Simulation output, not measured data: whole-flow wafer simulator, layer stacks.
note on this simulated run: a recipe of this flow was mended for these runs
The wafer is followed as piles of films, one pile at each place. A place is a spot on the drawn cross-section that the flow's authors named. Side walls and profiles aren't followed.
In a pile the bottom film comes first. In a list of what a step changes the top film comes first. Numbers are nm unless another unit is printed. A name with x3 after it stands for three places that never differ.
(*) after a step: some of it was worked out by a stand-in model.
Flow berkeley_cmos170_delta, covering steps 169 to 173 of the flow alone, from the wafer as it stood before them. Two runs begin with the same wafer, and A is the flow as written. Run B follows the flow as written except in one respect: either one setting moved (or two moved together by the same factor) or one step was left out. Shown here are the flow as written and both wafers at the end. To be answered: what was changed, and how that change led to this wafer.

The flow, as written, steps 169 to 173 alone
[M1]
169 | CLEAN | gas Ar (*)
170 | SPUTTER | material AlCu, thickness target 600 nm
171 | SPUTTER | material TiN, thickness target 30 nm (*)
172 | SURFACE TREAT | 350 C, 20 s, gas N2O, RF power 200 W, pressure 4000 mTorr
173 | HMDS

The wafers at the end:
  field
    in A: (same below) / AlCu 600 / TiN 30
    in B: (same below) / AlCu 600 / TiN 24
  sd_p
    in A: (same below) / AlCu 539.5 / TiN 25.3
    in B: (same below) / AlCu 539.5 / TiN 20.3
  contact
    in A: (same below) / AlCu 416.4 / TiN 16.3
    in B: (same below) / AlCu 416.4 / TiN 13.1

What caused this: step 171, SPUTTER: thickness target 24 nm was run, though the flow has thickness target 30 nm.
The wafer lets one read it off: field has TiN 24, and step 171 as written asks for 30 nm.

The path from the change to this, step by step:
  171 | SPUTTER | material TiN, thickness target 30 nm (*)
      field, sd_n, spacer_n, gate, spacer_p, gate_p, m1: A +30 TiN (new film) | B +24 TiN (new film)
      sd_p: A +25.3 TiN (new film) | B +20.3 TiN (new film)
      (and at 1 other place as well)
